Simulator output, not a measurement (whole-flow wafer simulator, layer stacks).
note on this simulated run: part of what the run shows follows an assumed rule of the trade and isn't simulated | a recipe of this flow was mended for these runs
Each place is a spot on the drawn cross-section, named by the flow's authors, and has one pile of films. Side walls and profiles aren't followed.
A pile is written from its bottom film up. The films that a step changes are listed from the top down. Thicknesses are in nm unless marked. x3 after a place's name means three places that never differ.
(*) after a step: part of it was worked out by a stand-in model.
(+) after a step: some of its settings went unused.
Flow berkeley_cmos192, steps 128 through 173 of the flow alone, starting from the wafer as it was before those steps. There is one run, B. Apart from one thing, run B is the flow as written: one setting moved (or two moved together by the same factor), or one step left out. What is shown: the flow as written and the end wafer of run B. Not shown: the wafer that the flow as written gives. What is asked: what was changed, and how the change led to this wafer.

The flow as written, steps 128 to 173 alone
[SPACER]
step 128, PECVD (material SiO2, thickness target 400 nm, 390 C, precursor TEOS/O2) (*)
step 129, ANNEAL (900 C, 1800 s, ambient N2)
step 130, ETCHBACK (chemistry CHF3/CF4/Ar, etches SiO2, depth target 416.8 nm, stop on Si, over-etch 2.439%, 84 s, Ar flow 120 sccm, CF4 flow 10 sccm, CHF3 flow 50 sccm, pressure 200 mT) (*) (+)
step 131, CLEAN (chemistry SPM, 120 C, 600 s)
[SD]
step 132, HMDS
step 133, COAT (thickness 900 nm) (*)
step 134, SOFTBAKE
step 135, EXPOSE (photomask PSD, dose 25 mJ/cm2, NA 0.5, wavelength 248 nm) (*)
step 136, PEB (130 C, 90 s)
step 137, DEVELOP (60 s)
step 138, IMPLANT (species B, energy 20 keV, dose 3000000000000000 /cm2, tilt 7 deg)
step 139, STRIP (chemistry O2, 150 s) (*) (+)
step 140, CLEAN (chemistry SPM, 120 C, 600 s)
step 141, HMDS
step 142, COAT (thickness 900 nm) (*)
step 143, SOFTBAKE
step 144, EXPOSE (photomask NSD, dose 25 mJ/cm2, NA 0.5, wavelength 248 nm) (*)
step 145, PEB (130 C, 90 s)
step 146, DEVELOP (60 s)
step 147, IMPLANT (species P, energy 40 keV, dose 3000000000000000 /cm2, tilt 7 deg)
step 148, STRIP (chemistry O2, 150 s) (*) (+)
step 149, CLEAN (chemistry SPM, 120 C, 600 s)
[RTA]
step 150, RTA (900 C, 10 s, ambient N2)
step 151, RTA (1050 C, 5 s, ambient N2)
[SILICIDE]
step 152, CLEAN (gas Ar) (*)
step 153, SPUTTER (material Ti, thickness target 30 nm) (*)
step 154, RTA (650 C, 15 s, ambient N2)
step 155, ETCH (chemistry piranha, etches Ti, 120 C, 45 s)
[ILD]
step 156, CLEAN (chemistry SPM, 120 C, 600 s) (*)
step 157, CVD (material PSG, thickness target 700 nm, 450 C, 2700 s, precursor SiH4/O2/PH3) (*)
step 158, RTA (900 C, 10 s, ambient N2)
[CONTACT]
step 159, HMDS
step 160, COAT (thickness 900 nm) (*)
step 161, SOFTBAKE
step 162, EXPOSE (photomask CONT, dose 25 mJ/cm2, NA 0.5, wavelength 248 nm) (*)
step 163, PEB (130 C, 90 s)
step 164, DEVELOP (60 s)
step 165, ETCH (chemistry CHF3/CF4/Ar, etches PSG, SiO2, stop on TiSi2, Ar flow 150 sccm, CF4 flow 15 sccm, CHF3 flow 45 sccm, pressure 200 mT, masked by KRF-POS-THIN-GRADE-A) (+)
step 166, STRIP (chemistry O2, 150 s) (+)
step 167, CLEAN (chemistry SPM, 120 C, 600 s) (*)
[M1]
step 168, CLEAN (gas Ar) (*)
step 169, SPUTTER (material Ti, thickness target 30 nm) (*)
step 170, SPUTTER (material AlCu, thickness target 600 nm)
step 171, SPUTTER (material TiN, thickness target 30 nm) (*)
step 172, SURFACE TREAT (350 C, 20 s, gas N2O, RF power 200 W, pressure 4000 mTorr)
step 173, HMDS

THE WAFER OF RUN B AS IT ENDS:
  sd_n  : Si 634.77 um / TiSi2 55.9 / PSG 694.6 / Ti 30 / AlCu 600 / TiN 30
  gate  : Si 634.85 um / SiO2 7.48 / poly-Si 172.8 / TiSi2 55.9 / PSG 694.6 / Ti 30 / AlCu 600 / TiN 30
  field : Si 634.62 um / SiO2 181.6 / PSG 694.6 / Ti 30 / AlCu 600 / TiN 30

What caused this: step 128, PECVD: thickness target 200 nm was run, while the flow as written has thickness target 400 nm.

Step by step, how the change led to this:
  step 128, PECVD (material SiO2, thickness target 400 nm, 390 C, precursor TEOS/O2) (*)
      field, sd_n, contact, m1: +200 SiO2 (it would be, as written: +400 SiO2)
      spacer_n, sd_p, spacer_p: +193.7 SiO2 (it would be, as written: +386.5 SiO2)
      (and at 2 other places as well)
  step 130, ETCHBACK (chemistry CHF3/CF4/Ar, etches SiO2, depth target 416.8 nm, stop on Si, over-etch 2.439%, 84 s, Ar flow 120 sccm, CF4 flow 10 sccm, CHF3 flow 50 sccm, pressure 200 mT) (*) (+)
      spacer_n, spacer_p: nothing (it would be, as written: -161 SiO2)
      gate, gate_p: -200 SiO2 (all of it), -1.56 chemical SiO2 (all of it), -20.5 poly-Si (it would be, as written: -400 SiO2 (all of it), -1.56 chemical SiO2 (all of it), -2.31 poly-Si)
      (and at 4 other places as well)
  step 133, COAT (thickness 900 nm) (*)
      field: +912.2 KrF-resist (new film) (it would be, as written: +867.3 KrF-resist (new film))
      sd_n: +894.3 KrF-resist (new film) (it would be, as written: +993.2 KrF-resist (new film))
      (and at 7 other places as well)
  step 137, DEVELOP (60 s)
      sd_p: -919 KrF-resist (all of it) (it would be, as written: -999 KrF-resist (all of it))
      spacer_p: -727.3 KrF-resist (all of it) (it would be, as written: -778.4 KrF-resist (all of it))
      (and at 1 other place as well)
  step 139, STRIP (chemistry O2, 150 s) (*) (+)
      field: -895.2 KrF-resist (all of it) (it would be, as written: -850.5 KrF-resist (all of it))
      sd_n: -877.4 KrF-resist (all of it), +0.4 chemical SiO2, -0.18 Si (it would be, as written: -976 KrF-resist (all of it), +0.39 chemical SiO2, -0.17 Si)
      (and at 4 other places as well)
  step 142, COAT (thickness 900 nm) (*)
      field: +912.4 KrF-resist (new film) (it would be, as written: +867.4 KrF-resist (new film))
      sd_n: +894.2 KrF-resist (new film) (it would be, as written: +993.1 KrF-resist (new film))
      (and at 7 other places as well)
  step 146, DEVELOP (60 s)
      sd_n: -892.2 KrF-resist (all of it) (it would be, as written: -990.8 KrF-resist (all of it))
      spacer_n: -726.9 KrF-resist (all of it) (it would be, as written: -783.7 KrF-resist (all of it))
      (and at 3 other places as well)
  step 148, STRIP (chemistry O2, 150 s) (*) (+)
      field: -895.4 KrF-resist (all of it) (it would be, as written: -850.5 KrF-resist (all of it))
      sd_p: -903.9 KrF-resist (all of it), +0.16 chemical SiO2, -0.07 Si (it would be, as written: -983.9 KrF-resist (all of it), +0.15 chemical SiO2, -0.07 Si)
      (and at 2 other places as well)
  step 153, SPUTTER (material Ti, thickness target 30 nm) (*)
      sd_p: +30 Ti (new film) (it would be, as written: +28.2 Ti (new film))
  step 154, RTA (650 C, 15 s, ambient N2)
      sd_p: -23.4 Ti, +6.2 TiSi first (new film), +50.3 TiSi2 C49 (new film), -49 Si (it would be, as written: -22 Ti, +2.72 TiSi first (new film), +51.9 TiSi2 C49 (new film), -48.2 Si)
  step 157, CVD (material PSG, thickness target 700 nm, 450 C, 2700 s, precursor SiH4/O2/PH3) (*)
      sd_p: +700 PSG (new film) (it would be, as written: +668 PSG (new film))
  step 158, RTA (900 C, 10 s, ambient N2)
      sd_p: under 1 film: +55.9 TiSi2 (new film), -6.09 TiSi first (all of it), -50.3 TiSi2 C49 (all of it), -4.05 Si (it would be, as written: under 1 film: +52.6 TiSi2 (new film), -2.61 TiSi first (all of it), -51.9 TiSi2 C49 (all of it), -1.74 Si)
  step 160, COAT (thickness 900 nm) (*)
      field: +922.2 KrF-resist (new film) (it would be, as written: +883.5 KrF-resist (new film))
      sd_n: +893.9 KrF-resist (new film) (it would be, as written: +995.6 KrF-resist (new film))
      (and at 7 other places as well)
  step 164, DEVELOP (60 s)
      contact: -892.3 KrF-resist (all of it) (it would be, as written: -973.5 KrF-resist (all of it))
  step 166, STRIP (chemistry O2, 150 s) (+)
      field: -711.2 KrF-resist (all of it) (it would be, as written: -672.6 KrF-resist (all of it))
      sd_n: -682.9 KrF-resist (all of it) (it would be, as written: -784.4 KrF-resist (all of it))
      (and at 6 other places as well)
  step 169, SPUTTER (material Ti, thickness target 30 nm) (*)
      sd_p: +30 Ti (new film) (it would be, as written: +26.8 Ti (new film))
  ... and 1 more step ...
  step 171, SPUTTER (material TiN, thickness target 30 nm) (*)
      sd_p: +30 TiN (new film) (it would be, as written: +26.2 TiN (new film))
